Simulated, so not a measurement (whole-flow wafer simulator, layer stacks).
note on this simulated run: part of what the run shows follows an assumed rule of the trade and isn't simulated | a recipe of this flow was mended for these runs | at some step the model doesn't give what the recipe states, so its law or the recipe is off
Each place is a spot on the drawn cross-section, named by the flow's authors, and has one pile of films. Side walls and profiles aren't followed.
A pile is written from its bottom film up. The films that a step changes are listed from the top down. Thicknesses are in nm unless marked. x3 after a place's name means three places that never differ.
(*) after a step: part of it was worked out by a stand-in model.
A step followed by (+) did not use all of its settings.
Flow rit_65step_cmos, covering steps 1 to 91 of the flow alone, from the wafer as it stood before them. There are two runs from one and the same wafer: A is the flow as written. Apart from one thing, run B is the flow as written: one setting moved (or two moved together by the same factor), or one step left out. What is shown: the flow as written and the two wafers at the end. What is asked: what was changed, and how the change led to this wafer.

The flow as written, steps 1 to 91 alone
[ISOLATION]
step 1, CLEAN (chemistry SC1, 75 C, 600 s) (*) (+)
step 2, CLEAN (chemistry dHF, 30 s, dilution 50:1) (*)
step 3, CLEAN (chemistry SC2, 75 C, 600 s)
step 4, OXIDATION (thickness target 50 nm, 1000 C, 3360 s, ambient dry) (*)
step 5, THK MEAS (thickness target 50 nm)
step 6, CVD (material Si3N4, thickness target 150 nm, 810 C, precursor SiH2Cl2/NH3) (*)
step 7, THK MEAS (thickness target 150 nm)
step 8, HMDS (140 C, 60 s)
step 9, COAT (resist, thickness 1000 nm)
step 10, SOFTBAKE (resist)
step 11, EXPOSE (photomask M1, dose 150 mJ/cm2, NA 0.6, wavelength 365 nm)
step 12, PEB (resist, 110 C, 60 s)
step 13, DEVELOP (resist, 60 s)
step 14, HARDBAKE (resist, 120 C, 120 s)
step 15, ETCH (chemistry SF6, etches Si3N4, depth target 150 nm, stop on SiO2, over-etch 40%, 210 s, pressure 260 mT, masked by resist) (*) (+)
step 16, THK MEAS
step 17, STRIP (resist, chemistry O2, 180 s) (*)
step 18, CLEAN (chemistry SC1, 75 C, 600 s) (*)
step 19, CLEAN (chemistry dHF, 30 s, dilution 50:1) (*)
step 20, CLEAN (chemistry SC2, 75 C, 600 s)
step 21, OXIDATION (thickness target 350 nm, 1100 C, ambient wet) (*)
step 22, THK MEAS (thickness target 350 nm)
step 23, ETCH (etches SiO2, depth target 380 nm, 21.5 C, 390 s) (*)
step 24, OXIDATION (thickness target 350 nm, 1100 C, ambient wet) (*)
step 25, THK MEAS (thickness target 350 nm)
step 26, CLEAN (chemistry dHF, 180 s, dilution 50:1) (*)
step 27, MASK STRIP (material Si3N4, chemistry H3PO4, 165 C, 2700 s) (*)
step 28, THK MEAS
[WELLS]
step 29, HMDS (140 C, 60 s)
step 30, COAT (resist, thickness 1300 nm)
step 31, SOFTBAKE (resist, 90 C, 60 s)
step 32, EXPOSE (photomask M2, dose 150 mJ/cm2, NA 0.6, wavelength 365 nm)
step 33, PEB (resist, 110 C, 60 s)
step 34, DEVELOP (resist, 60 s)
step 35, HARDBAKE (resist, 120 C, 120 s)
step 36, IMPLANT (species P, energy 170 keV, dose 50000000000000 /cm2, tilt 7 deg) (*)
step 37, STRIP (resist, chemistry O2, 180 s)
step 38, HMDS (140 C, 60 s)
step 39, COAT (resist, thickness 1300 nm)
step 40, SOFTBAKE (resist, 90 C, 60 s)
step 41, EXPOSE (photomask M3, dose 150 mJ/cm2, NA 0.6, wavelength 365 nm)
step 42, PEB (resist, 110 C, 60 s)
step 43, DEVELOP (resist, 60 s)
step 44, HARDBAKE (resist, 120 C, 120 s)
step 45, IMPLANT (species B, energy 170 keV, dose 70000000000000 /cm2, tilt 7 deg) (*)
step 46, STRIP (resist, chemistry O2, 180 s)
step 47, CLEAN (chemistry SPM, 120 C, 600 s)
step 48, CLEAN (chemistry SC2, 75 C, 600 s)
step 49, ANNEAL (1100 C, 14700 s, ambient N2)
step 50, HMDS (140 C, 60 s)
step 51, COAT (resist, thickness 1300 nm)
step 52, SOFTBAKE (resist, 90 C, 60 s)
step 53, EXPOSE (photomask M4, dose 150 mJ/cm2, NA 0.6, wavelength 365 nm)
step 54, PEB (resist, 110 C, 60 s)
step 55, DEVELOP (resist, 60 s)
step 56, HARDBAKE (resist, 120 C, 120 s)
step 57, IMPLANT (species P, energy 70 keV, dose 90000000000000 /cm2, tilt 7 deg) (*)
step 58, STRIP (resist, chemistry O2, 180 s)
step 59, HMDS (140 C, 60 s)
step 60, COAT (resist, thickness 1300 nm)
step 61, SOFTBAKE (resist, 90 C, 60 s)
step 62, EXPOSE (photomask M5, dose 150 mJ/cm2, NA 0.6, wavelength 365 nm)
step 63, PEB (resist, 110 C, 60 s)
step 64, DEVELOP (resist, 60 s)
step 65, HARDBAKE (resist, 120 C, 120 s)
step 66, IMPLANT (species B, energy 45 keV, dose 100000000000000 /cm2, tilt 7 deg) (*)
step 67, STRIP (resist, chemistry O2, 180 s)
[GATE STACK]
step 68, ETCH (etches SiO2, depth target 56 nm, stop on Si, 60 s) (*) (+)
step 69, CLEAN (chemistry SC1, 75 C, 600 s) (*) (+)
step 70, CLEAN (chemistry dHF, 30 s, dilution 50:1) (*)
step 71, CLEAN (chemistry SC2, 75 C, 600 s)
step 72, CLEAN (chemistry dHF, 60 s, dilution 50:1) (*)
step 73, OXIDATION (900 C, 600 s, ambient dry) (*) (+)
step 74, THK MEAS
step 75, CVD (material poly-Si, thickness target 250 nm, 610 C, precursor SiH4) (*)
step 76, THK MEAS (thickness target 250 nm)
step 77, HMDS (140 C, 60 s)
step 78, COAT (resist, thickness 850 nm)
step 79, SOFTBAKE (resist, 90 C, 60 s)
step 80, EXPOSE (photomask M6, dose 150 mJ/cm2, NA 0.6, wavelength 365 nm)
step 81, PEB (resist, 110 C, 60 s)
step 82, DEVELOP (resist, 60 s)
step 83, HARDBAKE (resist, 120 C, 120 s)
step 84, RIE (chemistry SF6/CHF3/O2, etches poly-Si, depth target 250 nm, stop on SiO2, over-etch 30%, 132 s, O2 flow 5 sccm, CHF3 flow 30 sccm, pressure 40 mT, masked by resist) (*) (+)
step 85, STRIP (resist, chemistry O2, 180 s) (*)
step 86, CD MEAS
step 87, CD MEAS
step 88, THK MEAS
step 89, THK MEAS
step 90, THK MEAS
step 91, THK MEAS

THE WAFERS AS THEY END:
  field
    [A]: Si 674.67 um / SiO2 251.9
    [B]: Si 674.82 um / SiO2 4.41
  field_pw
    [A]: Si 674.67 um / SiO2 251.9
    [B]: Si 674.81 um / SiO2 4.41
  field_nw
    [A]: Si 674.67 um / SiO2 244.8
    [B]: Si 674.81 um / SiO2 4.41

Cause: step 24, OXIDATION: thickness target 350 nm, 1100 C, ambient wet (*), was not run.

Step by step, how the change led to this:
  step 26, CLEAN (chemistry dHF, 180 s, dilution 50:1) (*)
      active_n, active_p, gate_n and 7 more: A SiO2 loses 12 (all of it), Si3N4 loses 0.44 | B Si3N4 loses 1.63
      field, field_pw, field_nw, field_p: A SiO2 loses 16.7 | B nothing
  step 27, MASK STRIP (material Si3N4, chemistry H3PO4, 165 C, 2700 s) (*)
      field, field_pw, field_nw, field_p: A SiO2 loses 10.7 | B chemical SiO2 gains 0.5 (new film), Si loses 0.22
      active_n, active_p, gate_n and 7 more: A Si3N4 loses 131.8 (all of it), SiO2 loses 5.64 | B Si3N4 loses 137.2 (all of it), SiO2 loses 5.43
  step 30, COAT (resist, thickness 1300 nm)
      field_pw, field_nw: A resist gains 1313 (new film) | B resist gains 1403.1 (new film)
      field: A resist gains 1315.7 (new film) | B resist gains 1439.1 (new film)
      (and at 1 other place as well)
  step 33, PEB (resist, 110 C, 60 s)
      field, field_p: A resist loses 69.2 | B resist loses 76.1
      field_pw, field_nw: A resist loses 69.1 | B resist loses 74.1
  step 34, DEVELOP (resist, 60 s)
      field_nw: A resist loses 1243.9 (all of it) | B resist loses 1329 (all of it)
      field_p: A resist loses 1246.5 (all of it) | B resist loses 1362.6 (all of it)
  step 35, HARDBAKE (resist, 120 C, 120 s)
      field: A resist loses 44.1 | B resist loses 48.8
      field_pw: A resist loses 44 | B resist loses 47.4
  step 37, STRIP (resist, chemistry O2, 180 s)
      field_nw, field_p: A nothing | B chemical SiO2 gains 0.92, Si loses 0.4
      field: A resist loses 1202.4 (all of it) | B resist loses 1314.2 (all of it), chemical SiO2 gains 0.78, Si loses 0.34
      (and at 1 other place as well)
  step 39, COAT (resist, thickness 1300 nm)
      field: A resist gains 1315.7 (new film) | B resist gains 1438.8 (new film)
      field_pw: A resist gains 1313 (new film) | B resist gains 1402.9 (new film)
      (and at 2 other places as well)
  step 42, PEB (resist, 110 C, 60 s)
      field_pw, field_nw: A resist loses 69.1 | B resist loses 74.1
      field: A resist loses 69.2 | B resist loses 76.1
      (and at 1 other place as well)
  step 43, DEVELOP (resist, 60 s)
      field: A resist loses 1246.5 (all of it) | B resist loses 1362.7 (all of it)
      field_pw: A resist loses 1243.9 (all of it) | B resist loses 1328.8 (all of it)
  step 44, HARDBAKE (resist, 120 C, 120 s)
      field_nw: A resist loses 44 | B resist loses 47.4
      field_p: A resist loses 44.1 | B resist loses 48.8
  step 46, STRIP (resist, chemistry O2, 180 s)
      field_nw: A resist loses 1199.9 (all of it) | B resist loses 1281.3 (all of it), chemical SiO2 gains 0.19, Si loses 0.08
      field_p: A resist loses 1202.3 (all of it) | B resist loses 1313.4 (all of it), chemical SiO2 gains 0.19, Si loses 0.08
  step 51, COAT (resist, thickness 1300 nm)
      field_pw, field_nw: A resist gains 1313 (new film) | B resist gains 1402.8 (new film)
      field: A resist gains 1315.7 (new film) | B resist gains 1438.6 (new film)
      (and at 1 other place as well)
  step 54, PEB (resist, 110 C, 60 s)
      field_pw, field_nw: A resist loses 69.1 | B resist loses 74.1
      field: A resist loses 69.2 | B resist loses 76.1
      (and at 1 other place as well)
  step 55, DEVELOP (resist, 60 s)
      field_nw: A resist loses 1243.9 (all of it) | B resist loses 1328.7 (all of it)
      field_p: A resist loses 1246.5 (all of it) | B resist loses 1362.2 (all of it)
  step 56, HARDBAKE (resist, 120 C, 120 s)
      field: A resist loses 44.1 | B resist loses 48.8
      field_pw: A resist loses 44 | B resist loses 47.4
  ... 13 further steps ...
  step 82, DEVELOP (resist, 60 s)
      field: A resist loses 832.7 (all of it) | B resist loses 906.9 (all of it)
      field_pw: A resist loses 826 (all of it) | B resist loses 878.1 (all of it)
      (and at 2 other places as well)
